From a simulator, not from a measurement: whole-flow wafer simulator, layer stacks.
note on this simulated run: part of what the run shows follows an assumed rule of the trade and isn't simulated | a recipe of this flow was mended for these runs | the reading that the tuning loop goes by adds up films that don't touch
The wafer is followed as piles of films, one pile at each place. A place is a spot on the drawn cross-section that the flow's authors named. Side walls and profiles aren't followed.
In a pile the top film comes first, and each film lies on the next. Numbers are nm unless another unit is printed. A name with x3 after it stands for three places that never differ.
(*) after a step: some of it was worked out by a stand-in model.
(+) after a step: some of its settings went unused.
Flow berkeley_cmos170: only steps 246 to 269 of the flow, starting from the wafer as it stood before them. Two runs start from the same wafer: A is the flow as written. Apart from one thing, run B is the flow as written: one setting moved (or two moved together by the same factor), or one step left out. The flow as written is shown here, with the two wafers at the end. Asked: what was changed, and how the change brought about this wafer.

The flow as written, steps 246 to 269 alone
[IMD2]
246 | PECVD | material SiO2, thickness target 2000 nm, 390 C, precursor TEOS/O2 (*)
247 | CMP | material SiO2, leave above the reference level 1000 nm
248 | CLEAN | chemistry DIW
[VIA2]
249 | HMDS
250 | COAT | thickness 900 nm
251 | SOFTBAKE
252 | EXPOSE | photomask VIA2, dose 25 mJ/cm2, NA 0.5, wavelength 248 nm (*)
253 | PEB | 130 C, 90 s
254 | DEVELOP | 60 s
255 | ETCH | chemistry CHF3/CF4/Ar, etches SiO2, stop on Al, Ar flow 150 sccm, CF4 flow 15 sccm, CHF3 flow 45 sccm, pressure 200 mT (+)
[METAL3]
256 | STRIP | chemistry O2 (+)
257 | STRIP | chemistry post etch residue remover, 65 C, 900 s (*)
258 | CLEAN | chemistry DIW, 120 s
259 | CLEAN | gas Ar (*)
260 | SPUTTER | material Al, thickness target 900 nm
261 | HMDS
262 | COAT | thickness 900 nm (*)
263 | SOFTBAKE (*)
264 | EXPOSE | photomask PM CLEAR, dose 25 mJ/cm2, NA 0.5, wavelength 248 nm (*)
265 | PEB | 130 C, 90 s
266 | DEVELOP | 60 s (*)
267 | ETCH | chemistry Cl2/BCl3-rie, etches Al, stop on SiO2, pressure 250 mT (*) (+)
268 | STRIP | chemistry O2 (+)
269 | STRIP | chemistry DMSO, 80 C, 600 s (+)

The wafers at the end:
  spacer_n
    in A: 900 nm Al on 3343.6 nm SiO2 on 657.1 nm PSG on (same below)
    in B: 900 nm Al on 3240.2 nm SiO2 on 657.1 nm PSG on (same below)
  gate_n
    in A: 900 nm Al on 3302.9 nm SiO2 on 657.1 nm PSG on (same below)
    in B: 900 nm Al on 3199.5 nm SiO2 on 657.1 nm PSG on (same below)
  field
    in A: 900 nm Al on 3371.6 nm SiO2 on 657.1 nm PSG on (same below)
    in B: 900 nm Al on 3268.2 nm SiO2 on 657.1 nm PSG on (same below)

Cause: step 246, PECVD: thickness target 1850 nm was run, whereas the flow has thickness target 2000 nm.

Step by step, how the change led to this:
  246 | PECVD | material SiO2, thickness target 2000 nm, 390 C, precursor TEOS/O2 (*)
      field, mark, sd_n, spacer_n, gate_n, sd_p, spacer_p, gate_p: A SiO2 gains 2000 | B SiO2 gains 1850
      contact, m1, m2, via2: A SiO2 gains 2000 (new film) | B SiO2 gains 1850 (new film)
      (and at 1 other place as well)
  247 | CMP | material SiO2, leave above the reference level 1000 nm
      field, sd_n, spacer_n, gate_n, sd_p, spacer_p, gate_p: A SiO2 loses 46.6 | B nothing
      contact, m1, via1, m2, via2: A SiO2 loses 1000 | B SiO2 loses 850
  250 | COAT | thickness 900 nm
      sd_n: A KrF-resist gains 900 (new film) | B KrF-resist gains 938.8 (new film)
      contact: A KrF-resist gains 900 (new film) | B KrF-resist gains 857.3 (new film)
      (and at 4 other places as well)
  254 | DEVELOP | 60 s
      via2: A KrF-resist loses 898 (all of it) | B KrF-resist loses 854.6 (all of it)
  256 | STRIP | chemistry O2 (+)
      sd_n: A KrF-resist loses 607.6 (all of it) | B KrF-resist loses 646.4 (all of it)
      contact: A KrF-resist loses 607.6 (all of it) | B KrF-resist loses 565 (all of it)
      (and at 3 other places as well)
  262 | COAT | thickness 900 nm (*)
      sd_n: A KrF-resist gains 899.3 (new film) | B KrF-resist gains 935.7 (new film)
      contact: A KrF-resist gains 898.4 (new film) | B KrF-resist gains 853.7 (new film)
      (and at 3 other places as well)
  268 | STRIP | chemistry O2 (+)
      sd_n: A KrF-resist loses 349 (all of it) | B KrF-resist loses 385.4 (all of it)
      contact: A KrF-resist loses 348.1 (all of it) | B KrF-resist loses 303.6 (all of it)
      (and at 4 other places as well)
